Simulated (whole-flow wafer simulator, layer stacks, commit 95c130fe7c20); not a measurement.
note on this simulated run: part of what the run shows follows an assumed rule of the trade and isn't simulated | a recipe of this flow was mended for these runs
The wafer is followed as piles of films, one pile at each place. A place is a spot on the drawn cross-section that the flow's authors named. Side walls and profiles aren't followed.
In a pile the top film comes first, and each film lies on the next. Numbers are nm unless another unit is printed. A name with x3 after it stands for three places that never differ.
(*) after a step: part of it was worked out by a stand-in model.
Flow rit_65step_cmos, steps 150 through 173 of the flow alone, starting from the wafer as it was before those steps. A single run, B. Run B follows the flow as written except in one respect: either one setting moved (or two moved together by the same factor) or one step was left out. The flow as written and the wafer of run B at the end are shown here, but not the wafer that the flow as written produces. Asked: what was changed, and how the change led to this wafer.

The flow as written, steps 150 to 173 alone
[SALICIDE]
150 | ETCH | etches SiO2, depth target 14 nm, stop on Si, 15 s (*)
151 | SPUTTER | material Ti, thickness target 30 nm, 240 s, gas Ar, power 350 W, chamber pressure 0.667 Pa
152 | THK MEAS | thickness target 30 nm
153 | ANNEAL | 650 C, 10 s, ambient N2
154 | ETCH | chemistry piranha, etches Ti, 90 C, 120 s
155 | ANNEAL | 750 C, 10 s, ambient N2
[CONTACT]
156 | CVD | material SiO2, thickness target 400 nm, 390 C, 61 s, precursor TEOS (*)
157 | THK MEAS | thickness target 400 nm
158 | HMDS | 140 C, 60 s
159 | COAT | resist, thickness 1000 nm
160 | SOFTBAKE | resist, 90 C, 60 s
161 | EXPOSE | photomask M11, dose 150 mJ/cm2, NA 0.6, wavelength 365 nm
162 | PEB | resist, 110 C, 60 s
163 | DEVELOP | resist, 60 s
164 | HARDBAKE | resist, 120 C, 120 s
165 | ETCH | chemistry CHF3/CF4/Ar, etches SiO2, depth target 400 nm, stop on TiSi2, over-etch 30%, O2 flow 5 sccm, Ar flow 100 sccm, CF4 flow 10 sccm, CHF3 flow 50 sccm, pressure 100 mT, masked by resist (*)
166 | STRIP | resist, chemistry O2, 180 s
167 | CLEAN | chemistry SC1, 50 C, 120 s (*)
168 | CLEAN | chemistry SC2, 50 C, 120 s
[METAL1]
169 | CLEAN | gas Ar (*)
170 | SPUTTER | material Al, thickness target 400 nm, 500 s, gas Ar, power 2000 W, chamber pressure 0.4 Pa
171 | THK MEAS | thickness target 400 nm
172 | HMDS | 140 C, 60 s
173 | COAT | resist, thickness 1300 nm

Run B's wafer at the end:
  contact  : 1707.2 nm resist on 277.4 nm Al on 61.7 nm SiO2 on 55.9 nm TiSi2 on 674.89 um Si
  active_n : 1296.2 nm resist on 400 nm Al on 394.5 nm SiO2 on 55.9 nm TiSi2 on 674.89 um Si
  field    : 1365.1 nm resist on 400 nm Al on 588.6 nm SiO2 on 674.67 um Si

The reason: step 165, ETCH: depth target 256 nm was run, while the flow as written has depth target 400 nm.

How this came from the change, step by step:
  165 | ETCH | chemistry CHF3/CF4/Ar, etches SiO2, depth target 400 nm, stop on TiSi2, over-etch 30%, O2 flow 5 sccm, Ar flow 100 sccm, CF4 flow 10 sccm, CHF3 flow 50 sccm, pressure 100 mT, masked by resist (*)
      contact: -332.8 SiO2 (as written it would have been: -400 SiO2 (all of it), -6 TiSi2)
      field, field_pw, field_nw and 10 more: -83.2 resist (as written it would have been: -130 resist)
  166 | STRIP | resist, chemistry O2, 180 s
      active_n, active_p: -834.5 resist (all of it) (as written it would have been: -787.7 resist (all of it))
      field: -893.8 resist (all of it) (as written it would have been: -847 resist (all of it))
      (also at 10 further places)
  169 | CLEAN | gas Ar (*)
      contact: -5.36 SiO2 (as written it would have been: -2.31 TiSi2)
  170 | SPUTTER | material Al, thickness target 400 nm, 500 s, gas Ar, power 2000 W, chamber pressure 0.4 Pa
      contact: +277.4 Al (new film) (as written it would have been: +255.4 Al (new film))
  173 | COAT | resist, thickness 1300 nm
      contact: +1707.2 resist (new film) (as written it would have been: +1785.1 resist (new film))
